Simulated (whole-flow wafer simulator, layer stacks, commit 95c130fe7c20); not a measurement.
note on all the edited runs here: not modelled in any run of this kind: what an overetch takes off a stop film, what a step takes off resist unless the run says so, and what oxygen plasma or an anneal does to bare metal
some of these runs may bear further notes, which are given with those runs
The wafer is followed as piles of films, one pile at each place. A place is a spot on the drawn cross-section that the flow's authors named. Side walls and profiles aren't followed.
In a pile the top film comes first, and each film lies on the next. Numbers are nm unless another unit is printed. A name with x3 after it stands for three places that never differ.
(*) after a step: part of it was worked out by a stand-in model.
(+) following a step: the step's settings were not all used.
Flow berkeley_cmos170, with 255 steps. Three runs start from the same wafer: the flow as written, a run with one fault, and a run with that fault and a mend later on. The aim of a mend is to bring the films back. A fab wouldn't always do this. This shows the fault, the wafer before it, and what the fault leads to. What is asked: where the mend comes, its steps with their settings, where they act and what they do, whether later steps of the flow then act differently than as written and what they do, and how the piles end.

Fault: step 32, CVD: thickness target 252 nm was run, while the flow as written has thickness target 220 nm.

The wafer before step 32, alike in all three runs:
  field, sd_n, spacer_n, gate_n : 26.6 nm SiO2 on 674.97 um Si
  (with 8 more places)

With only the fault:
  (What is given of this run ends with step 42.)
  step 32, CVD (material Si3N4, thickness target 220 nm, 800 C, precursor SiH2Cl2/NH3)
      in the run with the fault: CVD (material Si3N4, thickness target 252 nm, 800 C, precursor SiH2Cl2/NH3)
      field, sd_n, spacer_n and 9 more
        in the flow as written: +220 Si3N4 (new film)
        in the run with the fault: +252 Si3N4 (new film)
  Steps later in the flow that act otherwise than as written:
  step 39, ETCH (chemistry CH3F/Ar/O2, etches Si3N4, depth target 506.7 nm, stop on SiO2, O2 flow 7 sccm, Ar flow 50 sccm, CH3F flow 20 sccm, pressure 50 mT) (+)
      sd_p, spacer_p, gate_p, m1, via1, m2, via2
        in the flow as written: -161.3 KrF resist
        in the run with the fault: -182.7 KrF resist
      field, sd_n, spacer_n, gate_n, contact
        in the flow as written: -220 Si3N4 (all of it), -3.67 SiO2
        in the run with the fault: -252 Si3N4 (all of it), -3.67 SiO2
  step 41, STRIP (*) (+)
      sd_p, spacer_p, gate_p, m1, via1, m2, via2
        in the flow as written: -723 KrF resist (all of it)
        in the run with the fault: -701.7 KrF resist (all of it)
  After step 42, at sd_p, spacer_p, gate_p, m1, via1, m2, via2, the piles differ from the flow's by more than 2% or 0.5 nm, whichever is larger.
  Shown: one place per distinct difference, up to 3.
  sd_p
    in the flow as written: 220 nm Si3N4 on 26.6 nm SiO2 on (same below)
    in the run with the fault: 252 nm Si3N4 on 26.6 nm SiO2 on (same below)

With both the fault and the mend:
  The mend stands after step 32.
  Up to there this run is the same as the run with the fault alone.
  step 32a, ETCH (chemistry h3po4, depth target 289.8 nm)
      field, sd_n, spacer_n and 9 more
        -252 Si3N4 (all of it)
  step 32b, CLEAN (chemistry SPM) (the flow's step 25, run once more)
      does not change any film at any place that is followed
  step 32c, CVD (material Si3N4, thickness target 220 nm, 800 C, precursor SiH2Cl2/NH3) (the flow's step 32, run once more)
      field, sd_n, spacer_n and 9 more
        +220 Si3N4 (new film)
  None of the later steps of the flow acts differently than as written at any place that is followed.
  At every place that both follow, the piles at the end match the flow's.
